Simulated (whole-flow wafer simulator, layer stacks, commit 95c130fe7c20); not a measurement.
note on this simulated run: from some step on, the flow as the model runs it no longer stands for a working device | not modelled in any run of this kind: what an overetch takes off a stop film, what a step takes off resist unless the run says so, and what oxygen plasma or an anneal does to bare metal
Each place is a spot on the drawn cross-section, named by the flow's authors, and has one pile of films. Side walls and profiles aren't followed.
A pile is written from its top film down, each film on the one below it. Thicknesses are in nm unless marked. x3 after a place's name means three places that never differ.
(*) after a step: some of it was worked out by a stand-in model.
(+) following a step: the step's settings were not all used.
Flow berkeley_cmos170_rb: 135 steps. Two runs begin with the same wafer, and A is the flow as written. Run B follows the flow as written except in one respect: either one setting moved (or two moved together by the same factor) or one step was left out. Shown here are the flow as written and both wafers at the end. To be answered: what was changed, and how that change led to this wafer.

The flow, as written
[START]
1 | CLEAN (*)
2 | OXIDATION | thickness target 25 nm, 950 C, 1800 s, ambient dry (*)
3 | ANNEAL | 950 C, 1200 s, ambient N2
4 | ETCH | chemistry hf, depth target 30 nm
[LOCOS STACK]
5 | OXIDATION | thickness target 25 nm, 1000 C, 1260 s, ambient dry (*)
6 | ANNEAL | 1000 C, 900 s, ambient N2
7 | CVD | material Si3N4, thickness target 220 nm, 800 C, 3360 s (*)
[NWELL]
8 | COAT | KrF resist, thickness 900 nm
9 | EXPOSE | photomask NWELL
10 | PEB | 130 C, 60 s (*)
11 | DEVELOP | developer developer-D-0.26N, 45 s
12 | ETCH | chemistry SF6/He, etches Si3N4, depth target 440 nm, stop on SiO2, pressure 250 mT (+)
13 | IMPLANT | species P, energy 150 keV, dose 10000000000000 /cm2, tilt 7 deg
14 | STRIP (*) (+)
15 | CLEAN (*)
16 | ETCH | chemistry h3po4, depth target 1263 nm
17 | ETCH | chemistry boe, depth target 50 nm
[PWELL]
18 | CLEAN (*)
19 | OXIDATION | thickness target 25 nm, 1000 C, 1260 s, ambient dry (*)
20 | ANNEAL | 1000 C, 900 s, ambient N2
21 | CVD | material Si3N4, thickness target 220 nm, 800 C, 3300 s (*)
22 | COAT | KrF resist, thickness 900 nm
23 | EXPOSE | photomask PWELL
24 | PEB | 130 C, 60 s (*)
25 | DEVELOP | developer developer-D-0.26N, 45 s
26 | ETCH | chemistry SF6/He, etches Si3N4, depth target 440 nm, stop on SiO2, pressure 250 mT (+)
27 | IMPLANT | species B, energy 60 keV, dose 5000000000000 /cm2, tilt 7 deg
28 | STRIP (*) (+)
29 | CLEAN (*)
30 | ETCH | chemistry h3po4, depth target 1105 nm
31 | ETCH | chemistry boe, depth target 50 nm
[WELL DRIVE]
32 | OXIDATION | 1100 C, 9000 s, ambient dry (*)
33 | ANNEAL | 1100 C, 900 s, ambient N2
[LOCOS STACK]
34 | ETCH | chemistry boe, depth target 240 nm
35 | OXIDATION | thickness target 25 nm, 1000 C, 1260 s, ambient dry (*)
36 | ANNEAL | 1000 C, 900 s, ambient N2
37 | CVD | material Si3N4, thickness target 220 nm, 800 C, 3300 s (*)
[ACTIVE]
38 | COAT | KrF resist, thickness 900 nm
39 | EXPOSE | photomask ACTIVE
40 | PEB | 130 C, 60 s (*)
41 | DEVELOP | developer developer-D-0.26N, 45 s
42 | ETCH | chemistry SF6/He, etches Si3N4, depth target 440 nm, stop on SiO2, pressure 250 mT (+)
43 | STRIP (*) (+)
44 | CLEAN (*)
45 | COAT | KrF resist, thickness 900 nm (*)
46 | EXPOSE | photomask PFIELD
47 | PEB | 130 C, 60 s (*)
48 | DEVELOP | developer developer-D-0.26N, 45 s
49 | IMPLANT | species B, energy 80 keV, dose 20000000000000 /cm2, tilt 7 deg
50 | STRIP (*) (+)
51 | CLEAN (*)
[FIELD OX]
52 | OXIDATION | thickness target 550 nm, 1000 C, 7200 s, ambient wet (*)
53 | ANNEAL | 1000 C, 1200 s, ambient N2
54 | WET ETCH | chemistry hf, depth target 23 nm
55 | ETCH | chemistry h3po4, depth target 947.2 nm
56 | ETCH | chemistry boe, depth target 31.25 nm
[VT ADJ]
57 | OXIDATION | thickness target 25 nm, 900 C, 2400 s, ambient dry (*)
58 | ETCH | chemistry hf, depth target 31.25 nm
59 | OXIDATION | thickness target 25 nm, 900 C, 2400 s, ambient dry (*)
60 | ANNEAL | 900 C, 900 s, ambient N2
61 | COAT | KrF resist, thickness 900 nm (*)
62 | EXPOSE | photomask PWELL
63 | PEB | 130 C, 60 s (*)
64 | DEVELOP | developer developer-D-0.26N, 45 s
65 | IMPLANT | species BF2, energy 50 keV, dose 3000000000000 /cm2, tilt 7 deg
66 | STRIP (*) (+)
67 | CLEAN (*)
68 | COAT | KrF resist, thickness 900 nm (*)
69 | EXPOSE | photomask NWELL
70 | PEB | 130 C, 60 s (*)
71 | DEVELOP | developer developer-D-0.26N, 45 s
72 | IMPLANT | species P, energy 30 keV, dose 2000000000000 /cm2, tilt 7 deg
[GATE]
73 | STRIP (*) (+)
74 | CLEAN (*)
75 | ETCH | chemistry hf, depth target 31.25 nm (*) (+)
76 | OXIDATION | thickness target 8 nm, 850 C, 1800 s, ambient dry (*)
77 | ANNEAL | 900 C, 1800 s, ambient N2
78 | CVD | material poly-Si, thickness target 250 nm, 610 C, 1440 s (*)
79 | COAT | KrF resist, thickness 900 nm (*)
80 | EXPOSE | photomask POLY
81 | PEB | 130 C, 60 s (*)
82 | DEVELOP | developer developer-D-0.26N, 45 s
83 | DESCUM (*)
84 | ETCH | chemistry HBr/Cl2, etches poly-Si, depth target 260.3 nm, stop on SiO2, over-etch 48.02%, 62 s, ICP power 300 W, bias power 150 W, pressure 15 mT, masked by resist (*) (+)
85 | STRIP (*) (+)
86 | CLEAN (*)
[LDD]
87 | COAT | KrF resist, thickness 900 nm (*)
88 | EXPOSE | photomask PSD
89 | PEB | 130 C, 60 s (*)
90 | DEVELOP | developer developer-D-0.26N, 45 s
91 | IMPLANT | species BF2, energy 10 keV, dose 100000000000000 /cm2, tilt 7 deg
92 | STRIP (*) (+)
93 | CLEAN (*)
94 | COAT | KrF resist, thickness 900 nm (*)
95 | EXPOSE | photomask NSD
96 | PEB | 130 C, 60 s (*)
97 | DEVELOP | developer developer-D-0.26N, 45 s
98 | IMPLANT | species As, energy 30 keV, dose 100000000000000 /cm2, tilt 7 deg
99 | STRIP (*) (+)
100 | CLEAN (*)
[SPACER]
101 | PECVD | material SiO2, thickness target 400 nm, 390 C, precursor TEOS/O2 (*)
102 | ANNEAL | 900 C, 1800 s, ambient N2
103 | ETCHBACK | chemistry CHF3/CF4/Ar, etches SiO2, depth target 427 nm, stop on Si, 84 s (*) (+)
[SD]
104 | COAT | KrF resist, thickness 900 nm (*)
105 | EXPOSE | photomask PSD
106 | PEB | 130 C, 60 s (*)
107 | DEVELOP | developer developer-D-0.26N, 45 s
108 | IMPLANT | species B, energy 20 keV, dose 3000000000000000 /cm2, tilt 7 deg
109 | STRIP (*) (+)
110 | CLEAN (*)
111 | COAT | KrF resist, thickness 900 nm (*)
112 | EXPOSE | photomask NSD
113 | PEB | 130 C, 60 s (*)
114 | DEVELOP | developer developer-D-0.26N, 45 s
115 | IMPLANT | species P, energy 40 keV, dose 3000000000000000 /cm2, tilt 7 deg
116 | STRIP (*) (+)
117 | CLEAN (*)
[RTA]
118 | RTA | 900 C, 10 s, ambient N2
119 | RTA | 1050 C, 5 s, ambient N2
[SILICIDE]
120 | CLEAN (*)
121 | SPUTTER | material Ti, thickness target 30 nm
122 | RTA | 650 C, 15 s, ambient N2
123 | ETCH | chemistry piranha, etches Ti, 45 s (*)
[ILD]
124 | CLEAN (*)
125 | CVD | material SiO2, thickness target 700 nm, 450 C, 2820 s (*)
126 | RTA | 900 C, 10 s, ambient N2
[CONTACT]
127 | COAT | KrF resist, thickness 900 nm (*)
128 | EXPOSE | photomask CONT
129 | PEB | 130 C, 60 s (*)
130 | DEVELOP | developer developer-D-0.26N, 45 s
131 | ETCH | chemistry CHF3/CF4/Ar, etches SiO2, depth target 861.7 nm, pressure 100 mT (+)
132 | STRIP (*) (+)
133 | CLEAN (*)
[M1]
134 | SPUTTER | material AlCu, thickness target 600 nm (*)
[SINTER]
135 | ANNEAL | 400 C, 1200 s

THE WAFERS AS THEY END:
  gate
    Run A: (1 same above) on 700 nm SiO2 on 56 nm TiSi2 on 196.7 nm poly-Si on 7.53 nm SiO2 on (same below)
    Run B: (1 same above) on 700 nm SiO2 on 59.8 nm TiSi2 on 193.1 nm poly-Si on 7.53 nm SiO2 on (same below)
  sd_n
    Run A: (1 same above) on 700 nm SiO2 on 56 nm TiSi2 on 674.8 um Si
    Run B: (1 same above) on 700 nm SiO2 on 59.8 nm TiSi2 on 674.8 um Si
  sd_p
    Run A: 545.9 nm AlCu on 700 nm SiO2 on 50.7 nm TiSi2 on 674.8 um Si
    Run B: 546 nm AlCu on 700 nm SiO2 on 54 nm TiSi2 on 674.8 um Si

The reason: step 121, SPUTTER: thickness target 32 nm was run, whereas the flow has thickness target 30 nm.

How this came from the change, step by step:
  121 | SPUTTER | material Ti, thickness target 30 nm
      field, sd_n, spacer_n, gate, spacer_p, gate_p, contact, m1: A +30 Ti (new film) | B +32 Ti (new film)
      sd_p: A +27.1 Ti (new film) | B +28.9 Ti (new film)
  122 | RTA | 650 C, 15 s, ambient N2
      sd_n, contact, m1: A -23.4 Ti, +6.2 TiSi first (new film), +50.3 TiSi2 C49 (new film), -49 Si | B -25 Ti, +10.2 TiSi first (new film), +48.3 TiSi2 C49 (new film), -49.9 Si
      gate, gate_p: A -23.4 Ti, +6.2 TiSi first (new film), +50.3 TiSi2 C49 (new film), -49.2 poly-Si | B -25 Ti, +10.2 TiSi first (new film), +48.3 TiSi2 C49 (new film), -50.1 poly-Si
      (and at 1 other place as well)
  123 | ETCH | chemistry piranha, etches Ti, 45 s (*)
      field, spacer_n, spacer_p: A -30 Ti (all of it) | B -32 Ti (all of it)
  126 | RTA | 900 C, 10 s, ambient N2
      sd_n, contact, m1: A under 1 film: +56 TiSi2 (new film), -6.2 TiSi first (all of it), -50.3 TiSi2 C49 (all of it), -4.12 Si | B under 1 film: +59.8 TiSi2 (new film), -10.2 TiSi first (all of it), -48.3 TiSi2 C49 (all of it), -6.8 Si
      gate, gate_p: A under 1 film: +56 TiSi2 (new film), -6.2 TiSi first (all of it), -50.3 TiSi2 C49 (all of it), -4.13 poly-Si | B under 1 film: +59.8 TiSi2 (new film), -10.2 TiSi first (all of it), -48.3 TiSi2 C49 (all of it), -6.82 poly-Si
      (and at 1 other place as well)
